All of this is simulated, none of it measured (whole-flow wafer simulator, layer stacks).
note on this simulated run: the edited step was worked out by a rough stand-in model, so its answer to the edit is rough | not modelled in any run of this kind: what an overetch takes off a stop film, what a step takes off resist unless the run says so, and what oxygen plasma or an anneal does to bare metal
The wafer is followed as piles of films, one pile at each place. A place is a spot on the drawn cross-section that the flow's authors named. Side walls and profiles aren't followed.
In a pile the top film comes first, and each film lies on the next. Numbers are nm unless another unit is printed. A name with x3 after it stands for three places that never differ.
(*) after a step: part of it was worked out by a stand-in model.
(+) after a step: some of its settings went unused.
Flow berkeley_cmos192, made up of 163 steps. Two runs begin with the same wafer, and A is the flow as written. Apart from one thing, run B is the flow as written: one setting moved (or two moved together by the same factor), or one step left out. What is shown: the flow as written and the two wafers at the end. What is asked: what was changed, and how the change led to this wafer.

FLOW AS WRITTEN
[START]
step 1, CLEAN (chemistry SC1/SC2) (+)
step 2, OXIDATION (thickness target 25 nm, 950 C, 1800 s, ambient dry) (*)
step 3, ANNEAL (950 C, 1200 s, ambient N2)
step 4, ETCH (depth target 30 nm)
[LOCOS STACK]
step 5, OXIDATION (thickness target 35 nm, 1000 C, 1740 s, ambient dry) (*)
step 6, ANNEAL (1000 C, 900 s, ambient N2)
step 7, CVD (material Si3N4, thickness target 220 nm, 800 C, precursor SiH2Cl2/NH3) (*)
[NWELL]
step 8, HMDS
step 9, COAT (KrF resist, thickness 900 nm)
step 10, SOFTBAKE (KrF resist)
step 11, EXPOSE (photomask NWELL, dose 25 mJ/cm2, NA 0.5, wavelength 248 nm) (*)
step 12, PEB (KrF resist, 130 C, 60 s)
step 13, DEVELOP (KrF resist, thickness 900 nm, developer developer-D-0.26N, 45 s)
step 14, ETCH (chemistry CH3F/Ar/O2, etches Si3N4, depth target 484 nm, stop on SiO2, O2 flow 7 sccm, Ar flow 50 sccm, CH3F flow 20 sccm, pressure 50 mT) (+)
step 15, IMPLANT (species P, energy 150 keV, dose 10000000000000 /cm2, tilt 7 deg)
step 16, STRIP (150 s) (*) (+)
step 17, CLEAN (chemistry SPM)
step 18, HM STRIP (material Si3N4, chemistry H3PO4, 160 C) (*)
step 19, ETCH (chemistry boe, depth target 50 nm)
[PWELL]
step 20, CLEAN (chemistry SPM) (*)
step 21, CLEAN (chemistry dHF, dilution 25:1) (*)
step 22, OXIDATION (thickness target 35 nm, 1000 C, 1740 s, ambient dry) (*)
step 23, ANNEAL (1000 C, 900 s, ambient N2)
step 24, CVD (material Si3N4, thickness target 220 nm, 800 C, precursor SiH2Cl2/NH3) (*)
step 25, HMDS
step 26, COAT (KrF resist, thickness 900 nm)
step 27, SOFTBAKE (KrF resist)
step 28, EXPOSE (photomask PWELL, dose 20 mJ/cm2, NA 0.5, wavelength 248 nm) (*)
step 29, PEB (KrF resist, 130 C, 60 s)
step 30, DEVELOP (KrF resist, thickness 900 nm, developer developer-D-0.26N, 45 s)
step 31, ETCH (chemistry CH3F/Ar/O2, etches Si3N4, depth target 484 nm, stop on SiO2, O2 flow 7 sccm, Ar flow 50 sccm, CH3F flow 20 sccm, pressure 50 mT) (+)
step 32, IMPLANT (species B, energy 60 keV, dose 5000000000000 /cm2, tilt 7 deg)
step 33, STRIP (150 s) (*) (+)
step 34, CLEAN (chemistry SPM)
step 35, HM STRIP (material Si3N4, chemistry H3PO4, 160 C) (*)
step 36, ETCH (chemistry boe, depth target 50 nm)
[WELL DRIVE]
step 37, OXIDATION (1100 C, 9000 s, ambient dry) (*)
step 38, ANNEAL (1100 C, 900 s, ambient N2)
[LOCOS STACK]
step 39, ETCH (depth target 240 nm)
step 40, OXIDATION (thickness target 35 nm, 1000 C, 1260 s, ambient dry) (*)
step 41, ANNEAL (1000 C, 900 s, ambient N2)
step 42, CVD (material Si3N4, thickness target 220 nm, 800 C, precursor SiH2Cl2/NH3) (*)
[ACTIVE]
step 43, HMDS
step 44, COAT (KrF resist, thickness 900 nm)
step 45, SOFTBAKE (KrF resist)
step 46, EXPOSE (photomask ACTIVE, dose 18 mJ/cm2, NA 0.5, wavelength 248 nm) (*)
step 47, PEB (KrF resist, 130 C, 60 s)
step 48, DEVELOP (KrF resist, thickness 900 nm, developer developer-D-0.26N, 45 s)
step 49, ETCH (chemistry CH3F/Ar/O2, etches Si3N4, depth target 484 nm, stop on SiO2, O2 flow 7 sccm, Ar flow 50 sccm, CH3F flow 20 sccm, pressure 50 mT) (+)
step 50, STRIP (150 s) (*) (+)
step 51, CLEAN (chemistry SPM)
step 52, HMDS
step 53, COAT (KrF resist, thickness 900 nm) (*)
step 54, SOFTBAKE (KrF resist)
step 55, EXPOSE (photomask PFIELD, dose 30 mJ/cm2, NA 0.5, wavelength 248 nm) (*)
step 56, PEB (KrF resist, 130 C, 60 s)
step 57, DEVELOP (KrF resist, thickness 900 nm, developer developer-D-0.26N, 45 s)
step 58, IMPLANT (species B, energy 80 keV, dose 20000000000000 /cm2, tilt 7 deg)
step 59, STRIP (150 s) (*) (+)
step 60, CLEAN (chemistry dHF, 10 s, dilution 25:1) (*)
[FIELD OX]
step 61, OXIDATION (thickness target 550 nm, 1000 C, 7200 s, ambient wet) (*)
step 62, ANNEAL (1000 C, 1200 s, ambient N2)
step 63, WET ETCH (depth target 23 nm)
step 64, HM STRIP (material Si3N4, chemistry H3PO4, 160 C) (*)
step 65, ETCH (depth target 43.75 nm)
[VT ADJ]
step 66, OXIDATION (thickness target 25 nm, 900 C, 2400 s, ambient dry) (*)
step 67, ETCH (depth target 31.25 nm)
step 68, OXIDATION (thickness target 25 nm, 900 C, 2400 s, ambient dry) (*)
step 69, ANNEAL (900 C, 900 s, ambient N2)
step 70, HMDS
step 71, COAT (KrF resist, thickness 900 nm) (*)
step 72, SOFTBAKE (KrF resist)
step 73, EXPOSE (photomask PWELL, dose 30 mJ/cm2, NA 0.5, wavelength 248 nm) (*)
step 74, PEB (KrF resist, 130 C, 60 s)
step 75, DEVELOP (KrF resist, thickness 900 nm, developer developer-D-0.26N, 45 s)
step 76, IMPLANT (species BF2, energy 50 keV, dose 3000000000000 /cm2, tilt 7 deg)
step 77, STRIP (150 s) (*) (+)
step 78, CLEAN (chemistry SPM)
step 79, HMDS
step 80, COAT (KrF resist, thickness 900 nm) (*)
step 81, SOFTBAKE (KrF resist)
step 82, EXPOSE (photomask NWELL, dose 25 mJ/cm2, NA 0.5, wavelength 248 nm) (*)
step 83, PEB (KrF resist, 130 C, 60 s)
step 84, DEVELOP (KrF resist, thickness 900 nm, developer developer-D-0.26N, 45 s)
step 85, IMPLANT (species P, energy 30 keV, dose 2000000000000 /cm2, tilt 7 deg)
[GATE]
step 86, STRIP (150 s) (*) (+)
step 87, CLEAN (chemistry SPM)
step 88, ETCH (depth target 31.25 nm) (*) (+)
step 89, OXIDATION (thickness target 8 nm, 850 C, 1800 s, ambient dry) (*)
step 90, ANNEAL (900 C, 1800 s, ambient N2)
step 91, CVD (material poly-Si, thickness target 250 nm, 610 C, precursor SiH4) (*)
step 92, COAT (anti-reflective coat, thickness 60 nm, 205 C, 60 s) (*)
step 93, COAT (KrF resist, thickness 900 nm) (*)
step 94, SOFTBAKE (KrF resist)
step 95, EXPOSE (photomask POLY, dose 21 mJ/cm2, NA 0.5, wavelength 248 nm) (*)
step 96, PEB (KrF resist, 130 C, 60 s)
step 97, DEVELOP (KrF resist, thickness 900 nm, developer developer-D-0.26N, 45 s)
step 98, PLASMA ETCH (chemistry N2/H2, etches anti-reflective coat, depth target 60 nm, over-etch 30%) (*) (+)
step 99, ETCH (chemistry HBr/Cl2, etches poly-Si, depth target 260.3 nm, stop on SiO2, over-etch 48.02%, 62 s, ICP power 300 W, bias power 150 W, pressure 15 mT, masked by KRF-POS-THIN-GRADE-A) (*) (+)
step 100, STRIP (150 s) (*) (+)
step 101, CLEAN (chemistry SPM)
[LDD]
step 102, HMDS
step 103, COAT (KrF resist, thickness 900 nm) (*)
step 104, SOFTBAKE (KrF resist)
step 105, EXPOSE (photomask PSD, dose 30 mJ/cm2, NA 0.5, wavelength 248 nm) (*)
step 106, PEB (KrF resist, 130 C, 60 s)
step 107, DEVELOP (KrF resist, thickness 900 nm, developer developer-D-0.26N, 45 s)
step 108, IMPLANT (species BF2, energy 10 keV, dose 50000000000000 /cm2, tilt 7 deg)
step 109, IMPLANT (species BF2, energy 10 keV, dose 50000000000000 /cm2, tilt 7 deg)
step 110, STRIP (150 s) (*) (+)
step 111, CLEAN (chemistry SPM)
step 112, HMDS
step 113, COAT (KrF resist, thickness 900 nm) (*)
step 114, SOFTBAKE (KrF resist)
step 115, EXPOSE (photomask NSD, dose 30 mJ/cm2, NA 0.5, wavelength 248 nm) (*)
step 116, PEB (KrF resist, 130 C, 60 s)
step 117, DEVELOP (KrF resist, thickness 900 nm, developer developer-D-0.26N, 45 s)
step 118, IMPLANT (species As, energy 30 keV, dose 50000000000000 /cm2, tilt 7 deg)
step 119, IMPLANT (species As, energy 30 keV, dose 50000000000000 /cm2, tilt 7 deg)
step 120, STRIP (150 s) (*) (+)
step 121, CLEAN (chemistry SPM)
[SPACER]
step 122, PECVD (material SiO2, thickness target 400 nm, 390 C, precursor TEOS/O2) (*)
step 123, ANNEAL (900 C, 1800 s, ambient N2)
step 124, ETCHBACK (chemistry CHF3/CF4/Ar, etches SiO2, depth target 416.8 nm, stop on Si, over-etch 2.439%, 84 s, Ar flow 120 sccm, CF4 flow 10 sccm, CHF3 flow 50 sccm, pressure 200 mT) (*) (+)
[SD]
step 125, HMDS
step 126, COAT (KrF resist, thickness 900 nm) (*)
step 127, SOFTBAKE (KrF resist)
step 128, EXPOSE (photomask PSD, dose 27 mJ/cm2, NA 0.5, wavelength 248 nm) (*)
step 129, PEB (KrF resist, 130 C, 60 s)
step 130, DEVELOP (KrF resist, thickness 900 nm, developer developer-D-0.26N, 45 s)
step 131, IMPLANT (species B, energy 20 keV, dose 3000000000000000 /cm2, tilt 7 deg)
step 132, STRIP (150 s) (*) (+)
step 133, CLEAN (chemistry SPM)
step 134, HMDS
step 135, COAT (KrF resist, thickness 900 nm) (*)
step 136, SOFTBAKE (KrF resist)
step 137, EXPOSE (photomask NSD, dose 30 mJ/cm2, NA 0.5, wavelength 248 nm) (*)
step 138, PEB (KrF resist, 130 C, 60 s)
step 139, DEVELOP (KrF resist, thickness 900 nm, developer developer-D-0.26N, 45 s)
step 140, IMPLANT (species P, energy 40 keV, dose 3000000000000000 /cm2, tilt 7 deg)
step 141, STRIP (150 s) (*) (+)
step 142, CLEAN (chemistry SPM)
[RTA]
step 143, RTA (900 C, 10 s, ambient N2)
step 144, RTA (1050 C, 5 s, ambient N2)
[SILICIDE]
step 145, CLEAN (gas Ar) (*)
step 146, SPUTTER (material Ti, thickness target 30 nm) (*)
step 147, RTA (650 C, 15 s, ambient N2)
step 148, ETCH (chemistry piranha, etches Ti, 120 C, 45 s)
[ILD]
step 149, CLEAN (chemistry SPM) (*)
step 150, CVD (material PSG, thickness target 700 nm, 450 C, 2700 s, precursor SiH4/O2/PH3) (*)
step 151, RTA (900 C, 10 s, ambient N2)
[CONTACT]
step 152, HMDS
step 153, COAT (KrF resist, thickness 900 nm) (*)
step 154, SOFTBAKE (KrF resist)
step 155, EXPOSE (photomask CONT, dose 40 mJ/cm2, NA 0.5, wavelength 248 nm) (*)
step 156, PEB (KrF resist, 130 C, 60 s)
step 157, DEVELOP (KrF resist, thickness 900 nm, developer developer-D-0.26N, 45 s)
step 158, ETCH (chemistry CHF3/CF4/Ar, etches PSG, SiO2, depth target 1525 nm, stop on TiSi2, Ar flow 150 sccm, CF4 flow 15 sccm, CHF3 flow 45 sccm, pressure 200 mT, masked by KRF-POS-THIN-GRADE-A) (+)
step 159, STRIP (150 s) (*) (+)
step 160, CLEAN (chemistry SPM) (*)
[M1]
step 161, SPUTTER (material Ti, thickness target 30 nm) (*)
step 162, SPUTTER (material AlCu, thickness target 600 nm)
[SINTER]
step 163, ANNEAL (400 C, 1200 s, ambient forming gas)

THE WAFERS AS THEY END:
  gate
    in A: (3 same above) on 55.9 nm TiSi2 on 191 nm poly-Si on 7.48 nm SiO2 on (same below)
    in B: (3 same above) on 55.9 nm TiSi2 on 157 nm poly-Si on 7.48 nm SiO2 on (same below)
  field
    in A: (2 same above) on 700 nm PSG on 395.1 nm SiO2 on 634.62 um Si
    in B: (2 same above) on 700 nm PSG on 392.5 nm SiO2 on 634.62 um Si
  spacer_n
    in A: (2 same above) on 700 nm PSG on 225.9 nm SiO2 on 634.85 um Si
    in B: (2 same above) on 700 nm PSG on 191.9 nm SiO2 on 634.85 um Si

The reason: step 91, CVD: thickness target 216 nm was run, though the flow has thickness target 250 nm.

The path from the change to this, step by step:
  step 91, CVD (material poly-Si, thickness target 250 nm, 610 C, precursor SiH4) (*)
      field, sd_n, spacer_n and 6 more: A poly-Si gains 250 (new film) | B poly-Si gains 216 (new film)
  step 99, ETCH (chemistry HBr/Cl2, etches poly-Si, depth target 260.3 nm, stop on SiO2, over-etch 48.02%, 62 s, ICP power 300 W, bias power 150 W, pressure 15 mT, masked by KRF-POS-THIN-GRADE-A) (*) (+)
      spacer_n, spacer_p: A poly-Si loses 245.8 (all of it), SiO2 loses 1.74 | B poly-Si loses 211.8 (all of it), SiO2 loses 4.35
      field: A poly-Si loses 245.8 (all of it), SiO2 loses 1.74 | B poly-Si loses 211.9 (all of it), SiO2 loses 4.35
      (and at 4 other places as well)
  step 103, COAT (KrF resist, thickness 900 nm) (*)
      gate: A KrF resist gains 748 (new film) | B KrF resist gains 775.9 (new film)
      gate_p: A KrF resist gains 744.1 (new film) | B KrF resist gains 771.9 (new film)
  step 107, DEVELOP (KrF resist, thickness 900 nm, developer developer-D-0.26N, 45 s)
      gate_p: A KrF resist loses 742.9 (all of it) | B KrF resist loses 770.7 (all of it)
  step 110, STRIP (150 s) (*) (+)
      gate: A KrF resist loses 732.7 (all of it), chemical SiO2 gains 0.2, poly-Si loses 0.09 | B KrF resist loses 760.4 (all of it), chemical SiO2 gains 0.2, poly-Si loses 0.09
  step 113, COAT (KrF resist, thickness 900 nm) (*)
      gate: A KrF resist gains 747.9 (new film) | B KrF resist gains 775.1 (new film)
      gate_p: A KrF resist gains 743.9 (new film) | B KrF resist gains 771.1 (new film)
  step 117, DEVELOP (KrF resist, thickness 900 nm, developer developer-D-0.26N, 45 s)
      gate: A KrF resist loses 746.8 (all of it) | B KrF resist loses 773.9 (all of it)
  step 120, STRIP (150 s) (*) (+)
      gate_p: A KrF resist loses 728.6 (all of it), chemical SiO2 gains 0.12, poly-Si loses 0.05 | B KrF resist loses 755.7 (all of it), chemical SiO2 gains 0.12, poly-Si loses 0.05
  step 124, ETCHBACK (chemistry CHF3/CF4/Ar, etches SiO2, depth target 416.8 nm, stop on Si, over-etch 2.439%, 84 s, Ar flow 120 sccm, CF4 flow 10 sccm, CHF3 flow 50 sccm, pressure 200 mT) (*) (+)
      spacer_n: A SiO2 loses 160 | B SiO2 loses 191.4
      spacer_p: A SiO2 loses 159.9 | B SiO2 loses 191.3
  step 126, COAT (KrF resist, thickness 900 nm) (*)
      spacer_n: A KrF resist gains 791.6 (new film) | B KrF resist gains 816.1 (new film)
      gate: A KrF resist gains 771.5 (new film) | B KrF resist gains 795.5 (new film)
      (and at 2 other places as well)
  step 130, DEVELOP (KrF resist, thickness 900 nm, developer developer-D-0.26N, 45 s)
      spacer_p: A KrF resist loses 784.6 (all of it) | B KrF resist loses 809.2 (all of it)
      gate_p: A KrF resist loses 764.3 (all of it) | B KrF resist loses 788.3 (all of it)
  step 132, STRIP (150 s) (*) (+)
      spacer_n: A KrF resist loses 776.1 (all of it) | B KrF resist loses 800.7 (all of it)
      gate: A chemical SiO2 gains 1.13 (new film), KrF resist loses 756.1 (all of it), poly-Si loses 0.5 | B chemical SiO2 gains 1.13 (new film), KrF resist loses 780 (all of it), poly-Si loses 0.5
  step 135, COAT (KrF resist, thickness 900 nm) (*)
      spacer_n: A KrF resist gains 791.1 (new film) | B KrF resist gains 815.7 (new film)
      gate: A KrF resist gains 770.3 (new film) | B KrF resist gains 794.4 (new film)
      (and at 2 other places as well)
  step 139, DEVELOP (KrF resist, thickness 900 nm, developer developer-D-0.26N, 45 s)
      spacer_n: A KrF resist loses 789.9 (all of it) | B KrF resist loses 814.5 (all of it)
      gate: A KrF resist loses 769.1 (all of it) | B KrF resist loses 793.1 (all of it)
  step 141, STRIP (150 s) (*) (+)
      spacer_p: A KrF resist loses 770.2 (all of it) | B KrF resist loses 794.8 (all of it)
      gate_p: A KrF resist loses 749.1 (all of it), chemical SiO2 gains 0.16 | B KrF resist loses 773.1 (all of it), chemical SiO2 gains 0.16
  step 153, COAT (KrF resist, thickness 900 nm) (*)
      spacer_n: A KrF resist gains 829.8 (new film) | B KrF resist gains 847.9 (new film)
      spacer_p: A KrF resist gains 815.2 (new film) | B KrF resist gains 832.6 (new film)
  step 159, STRIP (150 s) (*) (+)
      spacer_n: A KrF resist loses 620.3 (all of it) | B KrF resist loses 638.3 (all of it)
      gate: A KrF resist loses 600.1 (all of it) | B KrF resist loses 616.2 (all of it)
      (and at 2 other places as well)
